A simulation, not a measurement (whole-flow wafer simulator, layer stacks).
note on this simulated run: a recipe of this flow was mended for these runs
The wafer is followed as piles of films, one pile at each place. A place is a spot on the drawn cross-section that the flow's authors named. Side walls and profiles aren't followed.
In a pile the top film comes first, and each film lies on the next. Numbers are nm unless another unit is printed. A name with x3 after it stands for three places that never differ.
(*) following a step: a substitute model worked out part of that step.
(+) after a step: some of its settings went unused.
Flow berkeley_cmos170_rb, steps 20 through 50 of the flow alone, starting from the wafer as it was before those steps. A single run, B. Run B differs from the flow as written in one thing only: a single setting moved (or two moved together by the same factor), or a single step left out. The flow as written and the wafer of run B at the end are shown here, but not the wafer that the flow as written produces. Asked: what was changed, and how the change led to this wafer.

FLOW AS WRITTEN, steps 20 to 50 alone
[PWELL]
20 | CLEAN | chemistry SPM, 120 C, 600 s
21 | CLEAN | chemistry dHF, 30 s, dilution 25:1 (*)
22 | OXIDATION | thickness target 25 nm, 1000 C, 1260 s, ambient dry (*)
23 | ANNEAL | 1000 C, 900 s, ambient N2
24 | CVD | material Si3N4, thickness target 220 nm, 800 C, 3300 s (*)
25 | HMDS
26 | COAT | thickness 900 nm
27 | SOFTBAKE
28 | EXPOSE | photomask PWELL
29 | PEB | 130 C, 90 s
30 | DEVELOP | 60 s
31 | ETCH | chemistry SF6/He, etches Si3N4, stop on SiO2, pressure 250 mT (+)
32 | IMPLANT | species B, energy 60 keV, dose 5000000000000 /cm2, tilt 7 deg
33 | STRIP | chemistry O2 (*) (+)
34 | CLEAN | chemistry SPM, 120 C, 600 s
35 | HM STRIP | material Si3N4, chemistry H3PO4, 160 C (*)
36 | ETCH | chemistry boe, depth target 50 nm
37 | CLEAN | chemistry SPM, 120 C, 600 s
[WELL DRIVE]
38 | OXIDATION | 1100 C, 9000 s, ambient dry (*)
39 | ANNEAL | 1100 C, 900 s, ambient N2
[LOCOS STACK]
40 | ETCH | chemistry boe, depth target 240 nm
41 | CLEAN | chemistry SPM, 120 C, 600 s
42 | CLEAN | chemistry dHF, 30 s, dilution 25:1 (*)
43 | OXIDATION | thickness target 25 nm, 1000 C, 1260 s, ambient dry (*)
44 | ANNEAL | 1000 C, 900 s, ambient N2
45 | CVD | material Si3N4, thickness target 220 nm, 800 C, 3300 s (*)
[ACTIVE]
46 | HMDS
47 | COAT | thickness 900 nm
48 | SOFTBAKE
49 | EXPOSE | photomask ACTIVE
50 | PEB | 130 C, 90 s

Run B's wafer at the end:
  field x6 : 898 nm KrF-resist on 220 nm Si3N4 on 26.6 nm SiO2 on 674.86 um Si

Cause: step 22, OXIDATION: thickness target 75 nm was run, while the flow as written has thickness target 25 nm; step 22, OXIDATION: 3780 s was run, where the flow has 1260 s.

How this came from the change, step by step:
  22 | OXIDATION | thickness target 25 nm, 1000 C, 1260 s, ambient dry (*)
      field x6, sd_p x3: SiO2 gains 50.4 (new film), Si loses 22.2 (it would be, as written: SiO2 gains 26.6 (new film), Si loses 11.7)
  36 | ETCH | chemistry boe, depth target 50 nm
      field x6: SiO2 loses 31.4 (all of it) (it would be, as written: SiO2 loses 7.55 (all of it))
      sd_p x3: SiO2 loses 47 (all of it) (it would be, as written: SiO2 loses 23.1 (all of it))
